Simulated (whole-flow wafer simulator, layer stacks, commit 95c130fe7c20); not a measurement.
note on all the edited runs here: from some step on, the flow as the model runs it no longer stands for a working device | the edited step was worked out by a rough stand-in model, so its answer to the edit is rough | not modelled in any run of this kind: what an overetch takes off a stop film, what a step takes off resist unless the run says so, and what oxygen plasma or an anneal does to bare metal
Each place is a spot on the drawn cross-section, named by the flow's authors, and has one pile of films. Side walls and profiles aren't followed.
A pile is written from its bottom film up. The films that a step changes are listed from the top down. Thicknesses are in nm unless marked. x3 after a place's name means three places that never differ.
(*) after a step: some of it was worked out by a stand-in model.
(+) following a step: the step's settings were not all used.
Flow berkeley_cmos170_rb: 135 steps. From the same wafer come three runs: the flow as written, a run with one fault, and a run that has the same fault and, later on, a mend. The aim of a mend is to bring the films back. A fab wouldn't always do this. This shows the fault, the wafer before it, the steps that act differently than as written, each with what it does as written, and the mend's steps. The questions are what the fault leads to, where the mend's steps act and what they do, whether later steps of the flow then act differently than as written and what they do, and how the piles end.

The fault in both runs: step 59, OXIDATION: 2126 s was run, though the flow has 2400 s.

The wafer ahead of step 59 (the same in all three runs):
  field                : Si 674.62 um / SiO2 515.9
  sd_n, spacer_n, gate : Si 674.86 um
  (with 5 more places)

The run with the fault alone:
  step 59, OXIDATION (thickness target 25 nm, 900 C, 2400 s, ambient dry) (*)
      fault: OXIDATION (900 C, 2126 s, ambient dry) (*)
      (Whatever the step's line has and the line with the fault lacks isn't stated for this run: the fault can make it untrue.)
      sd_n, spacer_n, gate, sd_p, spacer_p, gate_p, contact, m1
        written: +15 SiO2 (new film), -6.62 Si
        fault: +13.9 SiO2 (new film), -6.13 Si
  Later steps of the flow acting differently than as written (29 more steps, not shown, differ only slightly: by at most 2% or 0.5 nm, whichever is larger):
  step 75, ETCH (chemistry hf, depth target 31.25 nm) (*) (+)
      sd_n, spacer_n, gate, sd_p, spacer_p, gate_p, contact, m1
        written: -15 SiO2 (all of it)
        fault: -13.9 SiO2 (all of it)
  When the end is reached, the piles differ only a little from the flow's at the places that both follow, at most by 2% or 0.5 nm, whichever is larger.

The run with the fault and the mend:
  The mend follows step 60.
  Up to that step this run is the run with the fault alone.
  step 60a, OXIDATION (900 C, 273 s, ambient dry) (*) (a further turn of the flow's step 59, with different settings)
      sd_n, spacer_n, gate, sd_p, spacer_p, gate_p, contact, m1
        +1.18 SiO2, -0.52 Si
      field
        +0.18 SiO2, -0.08 Si
  Later steps of the flow that are run all act as written at every place that is followed, up to a difference of at most 2% or 0.5 nm, whichever is larger.
  When the end is reached, the piles differ only a little from the flow's at the places that both follow, at most by 2% or 0.5 nm, whichever is larger.
